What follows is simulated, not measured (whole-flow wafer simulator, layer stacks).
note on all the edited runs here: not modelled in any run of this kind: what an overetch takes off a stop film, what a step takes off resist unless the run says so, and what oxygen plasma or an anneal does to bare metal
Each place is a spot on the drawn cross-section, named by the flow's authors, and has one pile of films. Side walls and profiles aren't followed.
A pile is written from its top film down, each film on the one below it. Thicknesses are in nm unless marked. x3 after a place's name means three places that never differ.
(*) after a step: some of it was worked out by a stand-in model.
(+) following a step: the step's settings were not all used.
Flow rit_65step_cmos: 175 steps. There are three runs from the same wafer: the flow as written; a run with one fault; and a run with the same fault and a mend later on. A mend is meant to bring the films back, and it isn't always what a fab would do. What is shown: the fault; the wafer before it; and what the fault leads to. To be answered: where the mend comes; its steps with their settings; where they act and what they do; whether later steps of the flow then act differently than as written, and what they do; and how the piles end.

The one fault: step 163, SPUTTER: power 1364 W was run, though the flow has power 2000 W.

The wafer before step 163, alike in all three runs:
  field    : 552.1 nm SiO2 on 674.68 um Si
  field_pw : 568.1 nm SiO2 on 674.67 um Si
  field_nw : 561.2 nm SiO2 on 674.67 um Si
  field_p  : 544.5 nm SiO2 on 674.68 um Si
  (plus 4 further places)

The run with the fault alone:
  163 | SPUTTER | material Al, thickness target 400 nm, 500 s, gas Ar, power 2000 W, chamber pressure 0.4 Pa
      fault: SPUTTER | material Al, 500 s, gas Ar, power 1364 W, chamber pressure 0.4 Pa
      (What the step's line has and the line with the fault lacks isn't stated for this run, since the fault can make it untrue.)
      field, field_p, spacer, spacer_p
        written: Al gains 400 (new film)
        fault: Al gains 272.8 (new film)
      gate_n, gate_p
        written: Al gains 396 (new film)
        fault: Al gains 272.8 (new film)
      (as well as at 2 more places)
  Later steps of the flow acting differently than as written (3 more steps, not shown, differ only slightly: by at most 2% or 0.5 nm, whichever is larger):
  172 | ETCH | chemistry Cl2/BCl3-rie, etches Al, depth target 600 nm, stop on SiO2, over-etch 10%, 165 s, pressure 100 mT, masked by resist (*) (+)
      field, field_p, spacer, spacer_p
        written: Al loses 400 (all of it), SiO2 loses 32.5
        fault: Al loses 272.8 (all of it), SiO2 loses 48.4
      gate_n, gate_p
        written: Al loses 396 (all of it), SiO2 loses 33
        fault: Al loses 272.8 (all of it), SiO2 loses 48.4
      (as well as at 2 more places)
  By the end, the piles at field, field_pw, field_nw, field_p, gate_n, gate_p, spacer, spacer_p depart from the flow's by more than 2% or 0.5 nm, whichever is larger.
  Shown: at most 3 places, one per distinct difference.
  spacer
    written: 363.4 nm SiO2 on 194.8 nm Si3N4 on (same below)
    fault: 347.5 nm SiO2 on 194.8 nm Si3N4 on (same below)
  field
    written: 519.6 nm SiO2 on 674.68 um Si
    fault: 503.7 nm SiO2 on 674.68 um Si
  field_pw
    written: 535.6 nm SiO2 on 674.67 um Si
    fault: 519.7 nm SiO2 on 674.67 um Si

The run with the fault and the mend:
  The mend stands after step 164.
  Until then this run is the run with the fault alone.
  164a | ETCH | chemistry al pan, depth target 314.6 nm
      field, field_p, gate_n, gate_p, spacer, spacer_p
        Al loses 272.8 (all of it)
      field_pw, field_nw
        Al loses 272.6 (all of it)
  164b | SPUTTER | material Al, thickness target 400 nm, 500 s, gas Ar, power 2000 W, chamber pressure 0.4 Pa (the flow's step 163 again)
      field, field_pw, field_p, spacer, spacer_p
        Al gains 400 (new film)
      gate_n, gate_p
        Al gains 396 (new film)
      field_nw
        Al gains 397.2 (new film)
  None of the later steps of the flow acts differently than as written at any place that is followed.
  By the end, the piles equal the flow's at every place that both follow.
